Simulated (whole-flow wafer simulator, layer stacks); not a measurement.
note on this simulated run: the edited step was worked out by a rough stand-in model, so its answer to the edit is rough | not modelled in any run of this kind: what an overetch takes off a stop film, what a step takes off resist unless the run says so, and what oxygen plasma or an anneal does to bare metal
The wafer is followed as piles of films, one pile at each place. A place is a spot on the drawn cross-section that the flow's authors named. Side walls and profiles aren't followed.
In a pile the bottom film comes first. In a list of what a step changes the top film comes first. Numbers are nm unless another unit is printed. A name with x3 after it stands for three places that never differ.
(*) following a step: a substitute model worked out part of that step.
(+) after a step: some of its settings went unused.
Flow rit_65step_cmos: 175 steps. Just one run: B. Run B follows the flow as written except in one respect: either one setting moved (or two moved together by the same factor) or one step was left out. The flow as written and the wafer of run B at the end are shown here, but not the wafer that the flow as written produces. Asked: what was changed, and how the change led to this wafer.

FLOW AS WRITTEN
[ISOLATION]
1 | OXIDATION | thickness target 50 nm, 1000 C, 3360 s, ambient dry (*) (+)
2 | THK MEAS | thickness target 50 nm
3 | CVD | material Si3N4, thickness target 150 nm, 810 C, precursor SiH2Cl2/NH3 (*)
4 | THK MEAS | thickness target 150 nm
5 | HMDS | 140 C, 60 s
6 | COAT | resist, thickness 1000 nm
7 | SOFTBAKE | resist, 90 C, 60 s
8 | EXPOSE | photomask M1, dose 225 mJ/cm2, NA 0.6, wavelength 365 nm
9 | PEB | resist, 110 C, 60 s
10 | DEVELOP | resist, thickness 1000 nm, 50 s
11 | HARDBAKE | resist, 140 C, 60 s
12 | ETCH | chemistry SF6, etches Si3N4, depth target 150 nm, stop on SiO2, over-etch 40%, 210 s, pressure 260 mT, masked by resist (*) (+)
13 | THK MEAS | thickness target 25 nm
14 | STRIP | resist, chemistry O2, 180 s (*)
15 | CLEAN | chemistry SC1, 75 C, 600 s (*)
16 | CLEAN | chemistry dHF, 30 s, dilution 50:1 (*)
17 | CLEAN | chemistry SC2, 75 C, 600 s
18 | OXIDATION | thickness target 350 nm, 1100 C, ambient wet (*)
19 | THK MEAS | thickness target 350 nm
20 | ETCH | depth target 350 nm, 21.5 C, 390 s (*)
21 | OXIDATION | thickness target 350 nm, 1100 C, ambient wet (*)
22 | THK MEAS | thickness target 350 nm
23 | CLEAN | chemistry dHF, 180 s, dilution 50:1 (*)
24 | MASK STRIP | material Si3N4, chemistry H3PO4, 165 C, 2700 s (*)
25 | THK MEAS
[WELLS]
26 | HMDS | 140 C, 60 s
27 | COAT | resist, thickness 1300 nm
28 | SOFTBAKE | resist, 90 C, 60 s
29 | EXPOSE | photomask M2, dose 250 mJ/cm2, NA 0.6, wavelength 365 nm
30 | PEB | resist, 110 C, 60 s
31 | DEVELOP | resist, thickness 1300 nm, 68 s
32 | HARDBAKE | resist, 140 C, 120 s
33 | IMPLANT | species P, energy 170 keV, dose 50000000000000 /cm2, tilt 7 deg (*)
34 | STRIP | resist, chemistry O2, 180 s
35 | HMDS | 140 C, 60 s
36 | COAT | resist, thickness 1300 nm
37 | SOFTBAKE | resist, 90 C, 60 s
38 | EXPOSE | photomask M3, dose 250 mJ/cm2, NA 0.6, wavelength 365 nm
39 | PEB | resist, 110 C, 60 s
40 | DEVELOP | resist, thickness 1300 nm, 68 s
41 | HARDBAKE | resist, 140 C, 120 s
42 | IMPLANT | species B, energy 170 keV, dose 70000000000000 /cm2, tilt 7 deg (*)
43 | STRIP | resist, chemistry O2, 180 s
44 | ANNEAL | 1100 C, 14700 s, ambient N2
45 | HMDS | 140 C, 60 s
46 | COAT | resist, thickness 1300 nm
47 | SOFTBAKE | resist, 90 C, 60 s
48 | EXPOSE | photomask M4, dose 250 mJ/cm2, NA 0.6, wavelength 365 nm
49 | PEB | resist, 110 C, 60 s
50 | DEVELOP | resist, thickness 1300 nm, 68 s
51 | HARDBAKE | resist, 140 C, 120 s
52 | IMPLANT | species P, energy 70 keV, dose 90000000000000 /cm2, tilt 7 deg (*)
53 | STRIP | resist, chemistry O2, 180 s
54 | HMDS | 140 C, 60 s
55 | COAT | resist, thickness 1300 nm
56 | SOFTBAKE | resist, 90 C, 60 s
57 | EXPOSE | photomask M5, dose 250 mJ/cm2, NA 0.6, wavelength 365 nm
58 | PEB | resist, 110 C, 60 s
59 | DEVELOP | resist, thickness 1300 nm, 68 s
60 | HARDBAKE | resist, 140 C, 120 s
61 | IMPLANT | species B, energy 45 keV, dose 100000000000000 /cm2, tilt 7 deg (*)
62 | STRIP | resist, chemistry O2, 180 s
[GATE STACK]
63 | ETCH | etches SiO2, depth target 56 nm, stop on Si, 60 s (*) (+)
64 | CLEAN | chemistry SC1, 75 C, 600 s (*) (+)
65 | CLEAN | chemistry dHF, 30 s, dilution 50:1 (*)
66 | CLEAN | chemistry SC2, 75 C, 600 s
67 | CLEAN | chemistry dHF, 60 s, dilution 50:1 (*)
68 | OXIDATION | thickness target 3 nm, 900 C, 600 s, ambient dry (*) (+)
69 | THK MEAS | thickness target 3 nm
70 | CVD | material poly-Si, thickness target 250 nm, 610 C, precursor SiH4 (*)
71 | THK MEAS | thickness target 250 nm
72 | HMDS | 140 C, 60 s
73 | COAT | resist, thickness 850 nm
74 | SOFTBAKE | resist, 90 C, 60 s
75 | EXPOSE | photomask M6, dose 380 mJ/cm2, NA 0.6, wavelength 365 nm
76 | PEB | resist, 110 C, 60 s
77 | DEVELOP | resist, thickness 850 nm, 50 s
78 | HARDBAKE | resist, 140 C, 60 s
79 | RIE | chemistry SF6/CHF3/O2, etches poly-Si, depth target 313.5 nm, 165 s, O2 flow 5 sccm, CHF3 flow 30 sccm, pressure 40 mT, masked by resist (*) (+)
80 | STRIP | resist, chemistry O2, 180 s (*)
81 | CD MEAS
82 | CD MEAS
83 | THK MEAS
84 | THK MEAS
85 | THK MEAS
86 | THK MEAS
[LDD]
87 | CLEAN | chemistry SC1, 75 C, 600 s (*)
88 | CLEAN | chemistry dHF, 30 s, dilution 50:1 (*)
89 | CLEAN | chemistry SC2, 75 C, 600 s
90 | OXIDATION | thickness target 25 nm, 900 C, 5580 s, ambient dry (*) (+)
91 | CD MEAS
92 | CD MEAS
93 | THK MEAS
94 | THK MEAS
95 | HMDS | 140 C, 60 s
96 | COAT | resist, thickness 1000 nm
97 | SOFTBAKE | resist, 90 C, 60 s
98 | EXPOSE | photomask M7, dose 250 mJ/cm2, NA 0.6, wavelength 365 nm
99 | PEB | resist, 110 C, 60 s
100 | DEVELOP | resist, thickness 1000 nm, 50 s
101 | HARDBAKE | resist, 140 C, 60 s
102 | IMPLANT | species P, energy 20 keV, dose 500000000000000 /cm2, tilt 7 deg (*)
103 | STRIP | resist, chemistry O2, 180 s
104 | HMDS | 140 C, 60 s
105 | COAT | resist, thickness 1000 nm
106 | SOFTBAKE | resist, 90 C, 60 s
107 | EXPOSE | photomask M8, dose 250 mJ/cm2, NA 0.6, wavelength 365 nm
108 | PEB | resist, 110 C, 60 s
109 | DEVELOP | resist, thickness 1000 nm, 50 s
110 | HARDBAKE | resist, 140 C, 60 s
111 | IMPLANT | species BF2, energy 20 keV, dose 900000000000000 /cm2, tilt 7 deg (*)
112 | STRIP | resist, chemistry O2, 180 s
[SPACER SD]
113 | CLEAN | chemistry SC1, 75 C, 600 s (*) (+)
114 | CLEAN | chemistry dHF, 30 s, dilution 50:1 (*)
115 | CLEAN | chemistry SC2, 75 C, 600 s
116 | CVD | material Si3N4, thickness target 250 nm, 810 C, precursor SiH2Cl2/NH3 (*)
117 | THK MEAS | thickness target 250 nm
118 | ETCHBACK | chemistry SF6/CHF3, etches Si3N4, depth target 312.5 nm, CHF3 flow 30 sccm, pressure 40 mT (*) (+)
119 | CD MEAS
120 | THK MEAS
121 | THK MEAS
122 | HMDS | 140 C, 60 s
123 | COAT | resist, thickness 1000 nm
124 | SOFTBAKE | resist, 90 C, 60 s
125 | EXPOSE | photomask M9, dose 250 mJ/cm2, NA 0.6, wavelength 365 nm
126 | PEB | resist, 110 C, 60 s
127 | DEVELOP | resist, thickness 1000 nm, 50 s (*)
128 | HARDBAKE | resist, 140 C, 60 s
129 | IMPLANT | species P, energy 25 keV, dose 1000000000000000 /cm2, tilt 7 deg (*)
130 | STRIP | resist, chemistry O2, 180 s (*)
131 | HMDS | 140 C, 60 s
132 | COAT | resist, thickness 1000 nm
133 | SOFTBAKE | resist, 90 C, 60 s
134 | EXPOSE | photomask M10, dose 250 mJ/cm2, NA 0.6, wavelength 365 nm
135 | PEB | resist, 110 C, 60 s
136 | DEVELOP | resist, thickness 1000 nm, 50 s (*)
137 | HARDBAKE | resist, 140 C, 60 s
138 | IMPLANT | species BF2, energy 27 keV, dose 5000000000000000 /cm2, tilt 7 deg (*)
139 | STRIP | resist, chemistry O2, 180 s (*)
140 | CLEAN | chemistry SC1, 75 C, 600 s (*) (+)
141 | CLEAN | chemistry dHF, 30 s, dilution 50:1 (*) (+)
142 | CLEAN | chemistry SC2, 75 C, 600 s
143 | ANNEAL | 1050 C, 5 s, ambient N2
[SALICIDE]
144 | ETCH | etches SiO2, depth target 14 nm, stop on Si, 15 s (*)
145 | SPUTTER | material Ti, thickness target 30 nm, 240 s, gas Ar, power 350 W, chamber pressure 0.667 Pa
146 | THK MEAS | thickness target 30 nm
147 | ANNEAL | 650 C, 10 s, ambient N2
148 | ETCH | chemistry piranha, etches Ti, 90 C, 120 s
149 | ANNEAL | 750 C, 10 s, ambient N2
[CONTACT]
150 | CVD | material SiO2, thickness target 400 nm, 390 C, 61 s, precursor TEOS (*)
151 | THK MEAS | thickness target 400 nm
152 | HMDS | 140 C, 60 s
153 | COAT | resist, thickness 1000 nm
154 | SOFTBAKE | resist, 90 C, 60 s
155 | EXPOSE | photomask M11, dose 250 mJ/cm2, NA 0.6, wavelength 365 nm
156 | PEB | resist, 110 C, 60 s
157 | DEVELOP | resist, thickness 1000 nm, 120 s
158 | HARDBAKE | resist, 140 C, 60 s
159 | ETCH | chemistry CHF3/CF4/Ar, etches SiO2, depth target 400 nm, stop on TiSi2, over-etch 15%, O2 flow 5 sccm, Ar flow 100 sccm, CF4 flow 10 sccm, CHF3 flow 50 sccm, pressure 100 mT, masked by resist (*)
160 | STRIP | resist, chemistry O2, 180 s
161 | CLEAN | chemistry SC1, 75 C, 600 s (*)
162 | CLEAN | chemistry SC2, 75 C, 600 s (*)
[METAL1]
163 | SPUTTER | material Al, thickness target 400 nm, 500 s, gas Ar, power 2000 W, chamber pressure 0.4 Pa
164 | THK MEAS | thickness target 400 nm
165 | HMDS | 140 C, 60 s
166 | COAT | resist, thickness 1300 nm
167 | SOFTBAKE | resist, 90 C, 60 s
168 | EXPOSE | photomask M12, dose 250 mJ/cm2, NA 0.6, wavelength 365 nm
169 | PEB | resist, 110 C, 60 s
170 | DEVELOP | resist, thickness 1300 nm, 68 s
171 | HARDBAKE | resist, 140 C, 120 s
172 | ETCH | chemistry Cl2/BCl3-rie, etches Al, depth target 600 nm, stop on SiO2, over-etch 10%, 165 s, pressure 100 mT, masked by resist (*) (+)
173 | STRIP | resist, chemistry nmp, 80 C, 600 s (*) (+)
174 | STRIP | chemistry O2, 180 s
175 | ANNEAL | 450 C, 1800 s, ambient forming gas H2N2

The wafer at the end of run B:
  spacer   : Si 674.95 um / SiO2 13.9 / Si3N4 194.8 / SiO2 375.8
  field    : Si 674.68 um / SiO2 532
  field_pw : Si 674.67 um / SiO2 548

The reason: step 172, ETCH: depth target 510 nm was run, while the flow as written has depth target 600 nm.

Step by step, how the change led to this:
  172 | ETCH | chemistry Cl2/BCl3-rie, etches Al, depth target 600 nm, stop on SiO2, over-etch 10%, 165 s, pressure 100 mT, masked by resist (*) (+)
      field, field_pw, field_p, spacer, spacer_p: Al loses 400 (all of it), SiO2 loses 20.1 (in the flow as written it would be: Al loses 400 (all of it), SiO2 loses 32.5)
      gate_n, gate_p: Al loses 396 (all of it), SiO2 loses 20.6 (in the flow as written it would be: Al loses 396 (all of it), SiO2 loses 33)
      (also at 1 further place)
